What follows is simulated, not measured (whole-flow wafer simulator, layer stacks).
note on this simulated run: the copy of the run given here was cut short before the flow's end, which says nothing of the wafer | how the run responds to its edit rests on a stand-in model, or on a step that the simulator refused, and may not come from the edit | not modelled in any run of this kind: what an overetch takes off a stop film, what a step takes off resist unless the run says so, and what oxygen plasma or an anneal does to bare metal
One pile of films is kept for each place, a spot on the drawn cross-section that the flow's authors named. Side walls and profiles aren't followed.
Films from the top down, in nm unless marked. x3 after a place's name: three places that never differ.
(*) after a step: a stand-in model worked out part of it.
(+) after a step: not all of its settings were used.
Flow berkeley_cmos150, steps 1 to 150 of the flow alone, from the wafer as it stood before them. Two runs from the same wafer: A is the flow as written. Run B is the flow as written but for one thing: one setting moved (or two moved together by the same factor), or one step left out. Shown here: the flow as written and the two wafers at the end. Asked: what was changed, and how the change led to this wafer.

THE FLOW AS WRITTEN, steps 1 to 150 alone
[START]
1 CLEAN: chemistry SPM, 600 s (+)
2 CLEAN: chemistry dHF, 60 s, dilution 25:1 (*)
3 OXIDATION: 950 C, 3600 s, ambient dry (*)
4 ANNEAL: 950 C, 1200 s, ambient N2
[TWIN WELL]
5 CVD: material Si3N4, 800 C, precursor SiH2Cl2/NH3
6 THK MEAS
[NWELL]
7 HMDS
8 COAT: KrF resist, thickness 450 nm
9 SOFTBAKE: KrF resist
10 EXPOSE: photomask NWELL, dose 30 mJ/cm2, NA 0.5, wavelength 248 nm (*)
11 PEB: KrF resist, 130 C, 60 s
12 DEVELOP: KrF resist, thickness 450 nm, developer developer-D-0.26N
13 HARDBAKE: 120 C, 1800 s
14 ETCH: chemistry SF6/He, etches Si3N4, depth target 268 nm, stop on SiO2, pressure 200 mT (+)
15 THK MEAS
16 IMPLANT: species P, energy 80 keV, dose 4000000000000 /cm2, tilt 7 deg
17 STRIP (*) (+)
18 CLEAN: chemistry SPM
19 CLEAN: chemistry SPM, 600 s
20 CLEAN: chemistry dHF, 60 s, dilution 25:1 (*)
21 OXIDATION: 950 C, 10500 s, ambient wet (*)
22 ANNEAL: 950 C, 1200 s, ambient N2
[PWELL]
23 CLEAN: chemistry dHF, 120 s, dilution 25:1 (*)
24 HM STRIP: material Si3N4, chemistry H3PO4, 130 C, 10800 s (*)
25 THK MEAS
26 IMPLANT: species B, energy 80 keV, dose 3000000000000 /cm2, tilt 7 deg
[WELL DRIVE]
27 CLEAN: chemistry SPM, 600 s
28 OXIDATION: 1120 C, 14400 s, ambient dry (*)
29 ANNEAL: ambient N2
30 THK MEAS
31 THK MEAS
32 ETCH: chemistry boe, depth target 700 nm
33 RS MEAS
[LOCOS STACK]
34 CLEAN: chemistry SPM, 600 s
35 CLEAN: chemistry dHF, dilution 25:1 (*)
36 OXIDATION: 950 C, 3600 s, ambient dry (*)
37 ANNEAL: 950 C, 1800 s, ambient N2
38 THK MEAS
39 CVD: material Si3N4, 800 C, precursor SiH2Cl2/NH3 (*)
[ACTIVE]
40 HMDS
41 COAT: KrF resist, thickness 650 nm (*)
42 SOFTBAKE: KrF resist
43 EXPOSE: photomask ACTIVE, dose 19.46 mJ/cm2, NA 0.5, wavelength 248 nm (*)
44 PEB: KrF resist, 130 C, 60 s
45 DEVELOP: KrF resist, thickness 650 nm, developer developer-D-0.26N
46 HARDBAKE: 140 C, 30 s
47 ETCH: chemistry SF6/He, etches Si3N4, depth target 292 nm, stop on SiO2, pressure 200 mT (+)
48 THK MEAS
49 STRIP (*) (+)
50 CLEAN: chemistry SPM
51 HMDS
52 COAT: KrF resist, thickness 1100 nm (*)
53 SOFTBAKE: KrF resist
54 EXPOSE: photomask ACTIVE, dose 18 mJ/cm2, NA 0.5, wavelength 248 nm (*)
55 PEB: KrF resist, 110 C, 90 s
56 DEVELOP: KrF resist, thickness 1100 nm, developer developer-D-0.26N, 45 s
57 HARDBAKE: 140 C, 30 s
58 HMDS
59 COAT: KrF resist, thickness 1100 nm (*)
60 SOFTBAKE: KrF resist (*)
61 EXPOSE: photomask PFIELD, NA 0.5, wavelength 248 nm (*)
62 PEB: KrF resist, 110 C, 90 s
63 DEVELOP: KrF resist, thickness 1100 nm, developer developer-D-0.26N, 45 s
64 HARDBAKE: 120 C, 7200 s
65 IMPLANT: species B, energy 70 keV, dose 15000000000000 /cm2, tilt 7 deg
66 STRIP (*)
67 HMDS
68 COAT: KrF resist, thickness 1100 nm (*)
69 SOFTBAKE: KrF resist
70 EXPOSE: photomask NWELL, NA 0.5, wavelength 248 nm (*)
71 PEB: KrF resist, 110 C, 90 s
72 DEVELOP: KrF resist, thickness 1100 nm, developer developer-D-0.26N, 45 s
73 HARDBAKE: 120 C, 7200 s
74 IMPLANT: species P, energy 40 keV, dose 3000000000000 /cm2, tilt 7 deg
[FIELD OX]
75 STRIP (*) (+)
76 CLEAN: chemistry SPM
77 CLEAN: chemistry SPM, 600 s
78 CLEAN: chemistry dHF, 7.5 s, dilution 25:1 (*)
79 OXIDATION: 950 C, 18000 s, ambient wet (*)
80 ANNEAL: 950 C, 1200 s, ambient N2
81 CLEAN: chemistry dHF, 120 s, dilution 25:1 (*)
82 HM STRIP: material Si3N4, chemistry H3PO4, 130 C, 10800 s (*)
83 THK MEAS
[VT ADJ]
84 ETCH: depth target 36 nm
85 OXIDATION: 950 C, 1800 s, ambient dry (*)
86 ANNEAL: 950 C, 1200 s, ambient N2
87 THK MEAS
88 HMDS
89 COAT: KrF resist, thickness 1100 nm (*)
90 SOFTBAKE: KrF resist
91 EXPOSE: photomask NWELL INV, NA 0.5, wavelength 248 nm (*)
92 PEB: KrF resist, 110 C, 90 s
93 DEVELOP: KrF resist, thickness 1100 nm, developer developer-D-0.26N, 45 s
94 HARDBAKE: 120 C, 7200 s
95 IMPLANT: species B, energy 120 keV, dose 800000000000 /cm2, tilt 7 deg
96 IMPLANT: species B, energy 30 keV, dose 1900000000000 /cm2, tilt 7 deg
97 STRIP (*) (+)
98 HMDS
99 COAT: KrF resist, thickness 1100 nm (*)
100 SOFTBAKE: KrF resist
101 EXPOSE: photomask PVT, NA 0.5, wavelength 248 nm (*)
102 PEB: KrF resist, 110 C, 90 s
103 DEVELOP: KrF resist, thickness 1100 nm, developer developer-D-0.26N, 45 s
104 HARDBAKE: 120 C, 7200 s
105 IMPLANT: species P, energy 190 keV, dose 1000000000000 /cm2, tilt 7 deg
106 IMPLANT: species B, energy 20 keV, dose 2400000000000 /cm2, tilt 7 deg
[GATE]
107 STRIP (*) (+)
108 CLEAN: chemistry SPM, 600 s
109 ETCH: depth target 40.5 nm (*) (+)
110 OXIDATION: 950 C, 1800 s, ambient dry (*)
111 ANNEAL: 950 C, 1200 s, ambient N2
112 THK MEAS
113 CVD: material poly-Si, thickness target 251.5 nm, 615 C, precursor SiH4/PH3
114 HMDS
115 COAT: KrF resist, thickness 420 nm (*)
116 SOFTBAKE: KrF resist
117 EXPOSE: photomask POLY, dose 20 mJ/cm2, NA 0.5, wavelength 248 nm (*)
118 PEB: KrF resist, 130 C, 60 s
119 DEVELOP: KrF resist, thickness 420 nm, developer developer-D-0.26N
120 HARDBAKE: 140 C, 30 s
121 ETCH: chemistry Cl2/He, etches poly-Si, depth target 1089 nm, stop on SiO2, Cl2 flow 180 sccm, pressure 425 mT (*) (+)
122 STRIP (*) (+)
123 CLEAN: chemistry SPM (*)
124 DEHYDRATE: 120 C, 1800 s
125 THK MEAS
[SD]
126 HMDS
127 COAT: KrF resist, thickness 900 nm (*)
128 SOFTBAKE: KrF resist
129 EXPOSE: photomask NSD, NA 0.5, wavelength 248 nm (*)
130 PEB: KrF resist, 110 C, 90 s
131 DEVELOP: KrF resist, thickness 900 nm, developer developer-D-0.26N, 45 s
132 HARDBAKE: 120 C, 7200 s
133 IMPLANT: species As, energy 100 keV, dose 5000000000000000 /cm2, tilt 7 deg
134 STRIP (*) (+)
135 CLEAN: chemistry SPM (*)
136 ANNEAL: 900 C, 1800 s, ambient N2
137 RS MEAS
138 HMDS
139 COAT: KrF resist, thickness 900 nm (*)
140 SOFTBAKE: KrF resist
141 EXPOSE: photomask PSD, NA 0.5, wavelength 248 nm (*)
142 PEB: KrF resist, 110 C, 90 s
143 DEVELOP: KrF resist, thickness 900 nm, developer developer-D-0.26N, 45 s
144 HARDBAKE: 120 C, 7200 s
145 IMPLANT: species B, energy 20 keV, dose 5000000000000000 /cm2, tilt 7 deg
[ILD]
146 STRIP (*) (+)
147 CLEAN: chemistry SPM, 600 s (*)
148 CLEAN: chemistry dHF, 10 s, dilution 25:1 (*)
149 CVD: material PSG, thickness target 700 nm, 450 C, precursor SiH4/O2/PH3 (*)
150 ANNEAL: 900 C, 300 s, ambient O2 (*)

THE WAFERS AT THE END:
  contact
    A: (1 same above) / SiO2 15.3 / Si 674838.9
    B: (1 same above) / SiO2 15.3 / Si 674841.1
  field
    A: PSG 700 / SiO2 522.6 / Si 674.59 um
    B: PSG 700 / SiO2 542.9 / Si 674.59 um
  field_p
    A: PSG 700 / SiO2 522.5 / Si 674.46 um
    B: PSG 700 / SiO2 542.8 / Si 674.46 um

The cause: step 84, ETCH: depth target 15.55 nm was run, where the flow has depth target 36 nm.

How the change led to this, step by step:
  84 ETCH: depth target 36 nm
      gate_n, contact, m1: A SiO2 -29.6 (all of it) | B SiO2 -15.5
      sd_p, gate_p: A SiO2 -29.6 (all of it) | B SiO2 -15.6
      (and at 3 more places)
  85 OXIDATION: 950 C, 1800 s, ambient dry (*)
      gate_n, sd_p, gate_p, contact, m1: A SiO2 +20.4 (new film), Si -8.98 | B SiO2 +15.4, Si -6.77
      sd_n: A SiO2 +12.2, Si -5.35 | B SiO2 +8.77, Si -3.86
  109 ETCH: depth target 40.5 nm (*) (+)
      sd_n: A SiO2 -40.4 (all of it) | B SiO2 -40.5
      gate_n, sd_p, gate_p, contact, m1: A SiO2 -20.4 (all of it) | B SiO2 -29.4 (all of it)
  110 OXIDATION: 950 C, 1800 s, ambient dry (*)
      sd_n: A SiO2 +20.4 (new film), Si -8.98 | B SiO2 +13.7, Si -6.03
  122 STRIP (*) (+)
      gate_n: A chemical SiO2 +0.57 (new film), KrF resist -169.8 (all of it), poly-Si -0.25 | B chemical SiO2 +0.57 (new film), KrF resist -176.6 (all of it), poly-Si -0.25
